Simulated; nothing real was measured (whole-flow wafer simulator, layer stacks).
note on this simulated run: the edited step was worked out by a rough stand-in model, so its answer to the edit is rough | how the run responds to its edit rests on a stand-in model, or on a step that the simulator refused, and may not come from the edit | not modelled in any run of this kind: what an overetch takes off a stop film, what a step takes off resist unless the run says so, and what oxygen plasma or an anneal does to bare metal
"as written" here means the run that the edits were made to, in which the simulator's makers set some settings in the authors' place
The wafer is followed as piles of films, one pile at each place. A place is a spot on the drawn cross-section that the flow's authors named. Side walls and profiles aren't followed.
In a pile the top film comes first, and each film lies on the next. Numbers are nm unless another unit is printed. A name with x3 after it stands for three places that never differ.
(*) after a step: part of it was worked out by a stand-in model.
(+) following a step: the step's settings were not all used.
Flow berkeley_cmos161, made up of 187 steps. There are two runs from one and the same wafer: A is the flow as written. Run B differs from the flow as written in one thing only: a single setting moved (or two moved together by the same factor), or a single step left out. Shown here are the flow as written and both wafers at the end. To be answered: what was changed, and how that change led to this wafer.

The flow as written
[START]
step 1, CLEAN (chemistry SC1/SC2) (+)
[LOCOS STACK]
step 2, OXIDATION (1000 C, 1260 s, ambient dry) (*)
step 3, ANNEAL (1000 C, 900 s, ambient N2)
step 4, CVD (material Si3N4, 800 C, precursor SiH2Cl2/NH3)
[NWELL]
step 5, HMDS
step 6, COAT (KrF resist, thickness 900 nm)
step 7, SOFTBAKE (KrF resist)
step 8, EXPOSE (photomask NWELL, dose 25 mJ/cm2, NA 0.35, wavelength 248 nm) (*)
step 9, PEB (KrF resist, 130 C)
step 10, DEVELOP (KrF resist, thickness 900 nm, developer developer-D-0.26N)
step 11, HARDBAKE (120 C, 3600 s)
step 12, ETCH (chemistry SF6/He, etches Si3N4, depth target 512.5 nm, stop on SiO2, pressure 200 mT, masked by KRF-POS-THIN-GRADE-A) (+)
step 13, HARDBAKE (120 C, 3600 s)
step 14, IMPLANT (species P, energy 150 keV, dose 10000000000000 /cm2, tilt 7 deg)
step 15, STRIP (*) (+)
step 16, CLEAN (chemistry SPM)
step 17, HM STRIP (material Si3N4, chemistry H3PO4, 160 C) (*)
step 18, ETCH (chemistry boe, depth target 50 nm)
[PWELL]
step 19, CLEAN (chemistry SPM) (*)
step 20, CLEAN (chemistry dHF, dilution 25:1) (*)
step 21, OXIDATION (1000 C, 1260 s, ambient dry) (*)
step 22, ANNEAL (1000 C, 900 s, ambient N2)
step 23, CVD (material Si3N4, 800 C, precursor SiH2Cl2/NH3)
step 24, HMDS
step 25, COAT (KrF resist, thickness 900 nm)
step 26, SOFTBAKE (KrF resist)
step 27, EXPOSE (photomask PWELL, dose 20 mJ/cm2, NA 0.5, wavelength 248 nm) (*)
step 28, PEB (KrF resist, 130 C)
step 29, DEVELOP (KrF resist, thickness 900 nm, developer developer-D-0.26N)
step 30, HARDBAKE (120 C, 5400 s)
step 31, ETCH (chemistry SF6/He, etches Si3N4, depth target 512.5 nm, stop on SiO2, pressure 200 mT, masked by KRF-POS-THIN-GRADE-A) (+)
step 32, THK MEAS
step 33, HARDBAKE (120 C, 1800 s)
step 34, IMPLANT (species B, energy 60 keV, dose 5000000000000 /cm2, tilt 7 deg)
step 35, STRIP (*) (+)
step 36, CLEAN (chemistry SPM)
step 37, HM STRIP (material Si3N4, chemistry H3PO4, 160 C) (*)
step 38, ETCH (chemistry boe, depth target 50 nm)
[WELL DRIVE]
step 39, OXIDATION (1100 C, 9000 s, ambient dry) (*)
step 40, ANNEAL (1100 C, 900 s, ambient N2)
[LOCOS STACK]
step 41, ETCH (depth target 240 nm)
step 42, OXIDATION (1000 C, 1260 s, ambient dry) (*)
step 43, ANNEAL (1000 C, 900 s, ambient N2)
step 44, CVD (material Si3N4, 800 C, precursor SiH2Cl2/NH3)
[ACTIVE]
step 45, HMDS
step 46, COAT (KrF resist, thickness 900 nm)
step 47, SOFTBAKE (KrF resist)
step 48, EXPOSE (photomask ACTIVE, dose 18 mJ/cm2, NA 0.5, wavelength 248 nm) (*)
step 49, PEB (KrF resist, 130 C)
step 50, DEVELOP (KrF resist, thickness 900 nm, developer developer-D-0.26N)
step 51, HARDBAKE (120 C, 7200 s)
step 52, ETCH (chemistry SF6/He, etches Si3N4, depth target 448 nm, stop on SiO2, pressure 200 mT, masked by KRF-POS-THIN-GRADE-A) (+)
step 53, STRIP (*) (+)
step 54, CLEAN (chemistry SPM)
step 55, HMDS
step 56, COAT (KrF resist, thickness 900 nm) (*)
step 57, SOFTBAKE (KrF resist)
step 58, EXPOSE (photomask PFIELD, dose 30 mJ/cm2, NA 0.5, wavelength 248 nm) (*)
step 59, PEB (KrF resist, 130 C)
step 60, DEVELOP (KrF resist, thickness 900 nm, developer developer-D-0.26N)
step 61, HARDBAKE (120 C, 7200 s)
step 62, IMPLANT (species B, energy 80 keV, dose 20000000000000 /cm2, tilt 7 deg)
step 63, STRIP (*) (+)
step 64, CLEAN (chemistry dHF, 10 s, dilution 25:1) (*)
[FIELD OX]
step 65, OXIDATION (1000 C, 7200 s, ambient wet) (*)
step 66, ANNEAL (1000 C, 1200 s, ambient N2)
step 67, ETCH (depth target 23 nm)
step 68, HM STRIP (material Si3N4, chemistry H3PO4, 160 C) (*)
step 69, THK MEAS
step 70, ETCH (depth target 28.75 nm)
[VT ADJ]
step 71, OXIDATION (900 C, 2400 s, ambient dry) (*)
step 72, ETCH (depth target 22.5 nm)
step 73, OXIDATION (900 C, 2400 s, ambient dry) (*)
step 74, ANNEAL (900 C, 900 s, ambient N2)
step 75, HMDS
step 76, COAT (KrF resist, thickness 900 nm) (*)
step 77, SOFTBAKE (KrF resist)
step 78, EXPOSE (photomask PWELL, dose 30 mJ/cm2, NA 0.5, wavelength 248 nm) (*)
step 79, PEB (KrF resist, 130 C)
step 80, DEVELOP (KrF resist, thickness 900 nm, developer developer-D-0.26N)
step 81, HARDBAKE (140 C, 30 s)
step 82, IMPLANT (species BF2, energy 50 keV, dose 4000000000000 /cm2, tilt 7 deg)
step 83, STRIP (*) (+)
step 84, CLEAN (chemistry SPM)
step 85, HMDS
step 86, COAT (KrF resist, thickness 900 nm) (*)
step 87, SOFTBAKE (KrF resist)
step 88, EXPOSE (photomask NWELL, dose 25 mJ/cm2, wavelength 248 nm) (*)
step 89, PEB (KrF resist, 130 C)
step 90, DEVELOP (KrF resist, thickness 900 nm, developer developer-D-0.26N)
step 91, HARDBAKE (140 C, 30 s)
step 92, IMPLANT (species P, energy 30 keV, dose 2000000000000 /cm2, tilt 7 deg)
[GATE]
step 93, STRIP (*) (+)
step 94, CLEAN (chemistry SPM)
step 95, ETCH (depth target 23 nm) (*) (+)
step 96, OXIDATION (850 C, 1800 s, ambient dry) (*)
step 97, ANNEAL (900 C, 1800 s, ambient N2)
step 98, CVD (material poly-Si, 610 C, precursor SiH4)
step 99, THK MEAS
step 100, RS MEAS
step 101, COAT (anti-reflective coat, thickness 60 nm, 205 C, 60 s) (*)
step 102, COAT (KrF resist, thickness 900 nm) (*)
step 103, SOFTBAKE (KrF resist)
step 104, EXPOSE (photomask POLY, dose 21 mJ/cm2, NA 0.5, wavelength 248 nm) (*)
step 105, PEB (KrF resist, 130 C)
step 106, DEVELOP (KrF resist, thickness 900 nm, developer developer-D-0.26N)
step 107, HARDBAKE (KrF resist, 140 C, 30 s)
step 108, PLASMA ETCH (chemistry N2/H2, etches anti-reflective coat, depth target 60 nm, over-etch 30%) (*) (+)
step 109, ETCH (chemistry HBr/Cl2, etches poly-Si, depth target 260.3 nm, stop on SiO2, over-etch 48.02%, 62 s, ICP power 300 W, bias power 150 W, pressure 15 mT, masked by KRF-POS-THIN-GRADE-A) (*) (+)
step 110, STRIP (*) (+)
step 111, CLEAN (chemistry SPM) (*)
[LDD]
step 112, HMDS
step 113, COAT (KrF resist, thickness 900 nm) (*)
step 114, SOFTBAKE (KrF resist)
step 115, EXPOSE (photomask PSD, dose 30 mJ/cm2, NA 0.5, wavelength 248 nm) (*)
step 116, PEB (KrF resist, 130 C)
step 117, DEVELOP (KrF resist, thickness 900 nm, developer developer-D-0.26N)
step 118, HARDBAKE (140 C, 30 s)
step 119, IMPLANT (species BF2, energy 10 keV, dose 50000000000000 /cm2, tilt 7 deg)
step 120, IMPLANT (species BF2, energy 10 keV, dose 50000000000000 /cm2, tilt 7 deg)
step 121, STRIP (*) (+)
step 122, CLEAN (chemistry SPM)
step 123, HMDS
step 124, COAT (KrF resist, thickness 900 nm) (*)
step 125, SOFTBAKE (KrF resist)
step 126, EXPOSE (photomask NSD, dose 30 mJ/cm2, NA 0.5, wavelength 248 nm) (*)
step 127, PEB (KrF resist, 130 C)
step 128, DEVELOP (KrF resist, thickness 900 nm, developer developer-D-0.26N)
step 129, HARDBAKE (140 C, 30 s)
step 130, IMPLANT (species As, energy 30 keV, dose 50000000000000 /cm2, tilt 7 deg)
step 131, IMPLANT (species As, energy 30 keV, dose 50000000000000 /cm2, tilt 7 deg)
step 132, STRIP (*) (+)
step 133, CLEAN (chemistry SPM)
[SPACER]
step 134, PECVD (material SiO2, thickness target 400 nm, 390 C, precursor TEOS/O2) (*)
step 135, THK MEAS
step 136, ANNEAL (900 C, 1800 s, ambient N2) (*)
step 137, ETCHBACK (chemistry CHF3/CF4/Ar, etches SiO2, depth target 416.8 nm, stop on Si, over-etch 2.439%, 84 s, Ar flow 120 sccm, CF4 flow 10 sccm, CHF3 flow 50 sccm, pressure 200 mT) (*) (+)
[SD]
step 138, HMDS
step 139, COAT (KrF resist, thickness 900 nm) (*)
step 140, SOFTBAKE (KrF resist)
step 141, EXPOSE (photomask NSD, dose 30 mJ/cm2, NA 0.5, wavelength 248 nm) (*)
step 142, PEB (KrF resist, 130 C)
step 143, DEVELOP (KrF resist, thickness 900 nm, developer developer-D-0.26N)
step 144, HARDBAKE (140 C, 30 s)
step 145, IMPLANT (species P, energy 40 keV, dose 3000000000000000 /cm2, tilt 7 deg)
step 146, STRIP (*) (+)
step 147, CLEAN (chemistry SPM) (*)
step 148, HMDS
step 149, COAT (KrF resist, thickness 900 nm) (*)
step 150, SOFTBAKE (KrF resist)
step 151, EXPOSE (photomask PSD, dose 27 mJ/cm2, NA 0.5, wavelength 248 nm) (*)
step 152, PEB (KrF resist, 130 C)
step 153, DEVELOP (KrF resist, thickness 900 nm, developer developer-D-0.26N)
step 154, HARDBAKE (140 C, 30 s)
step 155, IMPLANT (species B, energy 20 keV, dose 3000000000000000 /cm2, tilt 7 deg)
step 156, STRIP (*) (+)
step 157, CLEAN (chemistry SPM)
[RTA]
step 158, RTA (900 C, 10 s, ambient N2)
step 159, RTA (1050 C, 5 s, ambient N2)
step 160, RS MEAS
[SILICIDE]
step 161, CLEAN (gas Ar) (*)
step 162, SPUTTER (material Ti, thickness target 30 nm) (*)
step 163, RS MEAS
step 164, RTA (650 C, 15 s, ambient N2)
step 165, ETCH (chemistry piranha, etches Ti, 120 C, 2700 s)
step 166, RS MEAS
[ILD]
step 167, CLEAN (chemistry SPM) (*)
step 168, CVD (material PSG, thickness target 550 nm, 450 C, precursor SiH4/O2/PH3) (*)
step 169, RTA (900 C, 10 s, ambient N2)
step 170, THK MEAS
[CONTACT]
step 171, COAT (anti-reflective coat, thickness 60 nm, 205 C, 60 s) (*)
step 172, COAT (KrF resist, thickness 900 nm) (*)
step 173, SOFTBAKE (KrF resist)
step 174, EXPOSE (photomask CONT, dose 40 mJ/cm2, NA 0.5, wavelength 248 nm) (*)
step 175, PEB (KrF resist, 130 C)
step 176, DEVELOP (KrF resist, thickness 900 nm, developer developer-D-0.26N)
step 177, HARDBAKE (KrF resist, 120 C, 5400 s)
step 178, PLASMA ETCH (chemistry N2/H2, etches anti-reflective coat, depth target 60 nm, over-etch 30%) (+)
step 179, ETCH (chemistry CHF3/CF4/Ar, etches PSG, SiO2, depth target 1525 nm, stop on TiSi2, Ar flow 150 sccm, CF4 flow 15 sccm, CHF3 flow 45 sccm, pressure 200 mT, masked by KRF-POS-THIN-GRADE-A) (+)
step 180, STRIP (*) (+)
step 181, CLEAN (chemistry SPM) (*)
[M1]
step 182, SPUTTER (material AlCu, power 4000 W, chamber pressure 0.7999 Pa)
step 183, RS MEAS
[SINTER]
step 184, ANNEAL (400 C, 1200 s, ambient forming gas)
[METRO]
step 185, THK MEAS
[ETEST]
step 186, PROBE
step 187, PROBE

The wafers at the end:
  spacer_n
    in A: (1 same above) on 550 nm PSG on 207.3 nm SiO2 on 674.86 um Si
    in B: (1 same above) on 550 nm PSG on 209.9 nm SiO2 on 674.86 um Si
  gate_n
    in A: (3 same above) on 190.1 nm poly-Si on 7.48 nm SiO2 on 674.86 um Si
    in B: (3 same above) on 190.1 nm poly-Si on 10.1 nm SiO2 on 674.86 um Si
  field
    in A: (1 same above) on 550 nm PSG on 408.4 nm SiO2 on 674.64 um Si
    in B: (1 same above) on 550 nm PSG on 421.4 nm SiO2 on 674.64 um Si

What caused this: step 95, ETCH: depth target 10 nm was run, while the flow as written has depth target 23 nm.

The path from the change to this, step by step:
  step 95, ETCH (depth target 23 nm) (*) (+)
      sd_n, spacer_n, gate_n, sd_p, spacer_p, gate_p, contact, m1: A -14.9 SiO2 (all of it) | B -10 SiO2
      field: A -23 SiO2 | B -10 SiO2
  step 96, OXIDATION (850 C, 1800 s, ambient dry) (*)
      sd_n, spacer_n, gate_n, sd_p, spacer_p, gate_p, contact, m1: A +7.48 SiO2 (new film), -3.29 Si | B +5.19 SiO2, -2.29 Si
  step 101, COAT (anti-reflective coat, thickness 60 nm, 205 C, 60 s) (*)
      sd_n: A +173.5 anti-reflective coat (new film) | B +181.2 anti-reflective coat (new film)
      spacer_n: A +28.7 anti-reflective coat (new film) | B +27 anti-reflective coat (new film)
      (and at 4 other places as well)
  step 108, PLASMA ETCH (chemistry N2/H2, etches anti-reflective coat, depth target 60 nm, over-etch 30%) (*) (+)
      sd_n: A -173.5 anti-reflective coat (all of it), -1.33 poly-Si | B -181.2 anti-reflective coat (all of it), -1.39 poly-Si
      spacer_n: A -28.7 anti-reflective coat (all of it), -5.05 poly-Si | B -27 anti-reflective coat (all of it), -5.35 poly-Si
      (and at 2 other places as well)
  step 110, STRIP (*) (+)
      gate_n: A +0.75 chemical SiO2 (new film), -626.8 KrF resist (all of it), -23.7 anti-reflective coat (all of it), -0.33 poly-Si | B +0.75 chemical SiO2 (new film), -633.1 KrF resist (all of it), -22 anti-reflective coat (all of it), -0.33 poly-Si
      gate_p: A +0.75 chemical SiO2 (new film), -598.2 KrF resist (all of it), -27.9 anti-reflective coat (all of it), -0.33 poly-Si | B +0.75 chemical SiO2 (new film), -601.9 KrF resist (all of it), -27 anti-reflective coat (all of it), -0.33 poly-Si
  step 171, COAT (anti-reflective coat, thickness 60 nm, 205 C, 60 s) (*)
      sd_n: A +149.7 anti-reflective coat (new film) | B +159.7 anti-reflective coat (new film)
      m1: A +97.8 anti-reflective coat (new film) | B +100.5 anti-reflective coat (new film)
  step 180, STRIP (*) (+)
      sd_n: A -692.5 KrF resist (all of it), -149.7 anti-reflective coat (all of it) | B -690.4 KrF resist (all of it), -159.7 anti-reflective coat (all of it)
      m1: A -739.9 KrF resist (all of it), -97.8 anti-reflective coat (all of it) | B -744.6 KrF resist (all of it), -100.5 anti-reflective coat (all of it)
